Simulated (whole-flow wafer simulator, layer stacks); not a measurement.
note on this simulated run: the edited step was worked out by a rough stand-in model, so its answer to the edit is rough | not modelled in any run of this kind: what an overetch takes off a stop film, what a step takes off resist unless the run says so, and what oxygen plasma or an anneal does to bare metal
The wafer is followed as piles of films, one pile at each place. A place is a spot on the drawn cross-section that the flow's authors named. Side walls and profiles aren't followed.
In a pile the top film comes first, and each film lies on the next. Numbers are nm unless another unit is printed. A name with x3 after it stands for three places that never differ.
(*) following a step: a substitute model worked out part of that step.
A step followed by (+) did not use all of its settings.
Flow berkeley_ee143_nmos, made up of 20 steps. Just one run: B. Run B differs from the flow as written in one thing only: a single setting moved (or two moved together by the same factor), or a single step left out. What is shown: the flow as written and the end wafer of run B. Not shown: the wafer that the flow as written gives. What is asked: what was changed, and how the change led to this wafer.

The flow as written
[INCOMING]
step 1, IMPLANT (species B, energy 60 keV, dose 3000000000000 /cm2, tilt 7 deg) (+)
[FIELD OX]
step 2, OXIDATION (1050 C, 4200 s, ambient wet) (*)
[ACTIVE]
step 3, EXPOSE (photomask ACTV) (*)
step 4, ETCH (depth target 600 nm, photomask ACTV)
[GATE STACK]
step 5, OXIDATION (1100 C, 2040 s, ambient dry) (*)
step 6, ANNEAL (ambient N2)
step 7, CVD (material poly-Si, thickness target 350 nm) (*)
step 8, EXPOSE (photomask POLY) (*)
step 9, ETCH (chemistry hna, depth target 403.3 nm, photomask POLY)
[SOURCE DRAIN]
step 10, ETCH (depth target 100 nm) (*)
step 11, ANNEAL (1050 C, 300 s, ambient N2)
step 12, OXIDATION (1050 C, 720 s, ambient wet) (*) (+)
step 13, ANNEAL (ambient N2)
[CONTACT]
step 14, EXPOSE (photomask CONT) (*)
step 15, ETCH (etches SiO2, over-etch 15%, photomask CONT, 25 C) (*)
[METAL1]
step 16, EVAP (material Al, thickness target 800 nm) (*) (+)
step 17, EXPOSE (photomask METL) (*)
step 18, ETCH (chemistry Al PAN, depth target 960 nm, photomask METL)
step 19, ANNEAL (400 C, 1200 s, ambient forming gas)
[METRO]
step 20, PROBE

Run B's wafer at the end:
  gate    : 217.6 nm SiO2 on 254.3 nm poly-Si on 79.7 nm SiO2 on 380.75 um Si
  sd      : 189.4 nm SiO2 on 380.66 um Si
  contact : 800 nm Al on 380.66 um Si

Cause: step 2, OXIDATION: 3360 s was run, whereas the flow has 4200 s.

Step by step, how the change led to this:
  step 2, OXIDATION (1050 C, 4200 s, ambient wet) (*)
      gate, sd, contact, field: SiO2 gains 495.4 (new film), chemical SiO2 loses 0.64 (all of it), Si loses 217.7 (in the flow as written it would be: SiO2 gains 566.4 (new film), chemical SiO2 loses 0.64 (all of it), Si loses 248.9)
  step 4, ETCH (depth target 600 nm, photomask ACTV)
      gate, sd, contact: SiO2 loses 495.4 (all of it) (in the flow as written it would be: SiO2 loses 566.4 (all of it))
  step 5, OXIDATION (1100 C, 2040 s, ambient dry) (*)
      field: SiO2 gains 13, Si loses 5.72 (in the flow as written it would be: SiO2 gains 11.6, Si loses 5.1)
  step 12, OXIDATION (1050 C, 720 s, ambient wet) (*) (+)
      field: SiO2 gains 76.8, Si loses 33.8 (in the flow as written it would be: SiO2 gains 69.1, Si loses 30.4)
